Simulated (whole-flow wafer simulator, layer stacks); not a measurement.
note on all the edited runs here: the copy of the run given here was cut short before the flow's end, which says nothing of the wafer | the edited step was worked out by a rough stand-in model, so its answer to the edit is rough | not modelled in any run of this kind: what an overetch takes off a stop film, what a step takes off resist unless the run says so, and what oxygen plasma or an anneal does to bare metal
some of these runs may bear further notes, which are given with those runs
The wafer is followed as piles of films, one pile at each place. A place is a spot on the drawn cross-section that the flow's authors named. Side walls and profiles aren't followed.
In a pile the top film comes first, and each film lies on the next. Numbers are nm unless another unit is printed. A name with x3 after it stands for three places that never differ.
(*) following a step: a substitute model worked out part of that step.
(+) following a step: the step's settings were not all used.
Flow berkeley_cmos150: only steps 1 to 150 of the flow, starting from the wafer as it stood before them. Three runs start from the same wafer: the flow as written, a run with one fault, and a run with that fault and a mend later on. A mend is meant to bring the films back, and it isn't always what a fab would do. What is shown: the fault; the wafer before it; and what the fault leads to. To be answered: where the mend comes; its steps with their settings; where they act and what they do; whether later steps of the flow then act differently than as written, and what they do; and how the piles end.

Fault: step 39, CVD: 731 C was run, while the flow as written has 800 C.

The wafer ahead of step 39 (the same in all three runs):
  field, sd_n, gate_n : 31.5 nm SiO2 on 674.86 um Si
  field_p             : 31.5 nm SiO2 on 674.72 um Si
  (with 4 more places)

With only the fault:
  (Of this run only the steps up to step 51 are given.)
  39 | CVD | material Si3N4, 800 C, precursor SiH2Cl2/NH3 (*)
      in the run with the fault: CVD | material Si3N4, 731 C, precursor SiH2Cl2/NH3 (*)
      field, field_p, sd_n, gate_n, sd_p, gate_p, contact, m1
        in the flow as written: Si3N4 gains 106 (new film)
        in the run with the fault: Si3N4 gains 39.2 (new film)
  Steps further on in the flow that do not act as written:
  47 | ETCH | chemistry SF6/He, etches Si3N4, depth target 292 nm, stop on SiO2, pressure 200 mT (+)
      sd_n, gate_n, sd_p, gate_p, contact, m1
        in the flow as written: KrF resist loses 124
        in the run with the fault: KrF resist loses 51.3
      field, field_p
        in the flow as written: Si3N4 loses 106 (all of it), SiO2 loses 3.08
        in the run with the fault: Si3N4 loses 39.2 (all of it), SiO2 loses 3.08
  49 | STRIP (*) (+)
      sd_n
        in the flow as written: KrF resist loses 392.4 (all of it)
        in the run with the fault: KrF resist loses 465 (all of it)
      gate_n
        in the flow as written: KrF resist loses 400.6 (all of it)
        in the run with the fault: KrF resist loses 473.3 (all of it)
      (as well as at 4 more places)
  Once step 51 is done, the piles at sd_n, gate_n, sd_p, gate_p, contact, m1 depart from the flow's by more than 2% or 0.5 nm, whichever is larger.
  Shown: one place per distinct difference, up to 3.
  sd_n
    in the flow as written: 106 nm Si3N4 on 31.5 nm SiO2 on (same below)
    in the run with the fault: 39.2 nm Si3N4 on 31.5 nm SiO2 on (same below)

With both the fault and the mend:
  After step 39 comes the mend.
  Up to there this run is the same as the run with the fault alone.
  39a | CVD | material Si3N4, 800 C, precursor SiH2Cl2/NH3 (*) (the flow's step 39 again, with other settings that aren't printed)
      field, field_p, sd_n, gate_n, sd_p, gate_p, contact, m1
        Si3N4 gains 66.9
  None of the later steps of the flow differs from how it acts as written, at any place that is followed, by more than 2% or 0.5 nm, whichever is larger.
  At every place that both follow, the piles at the end match the flow's.
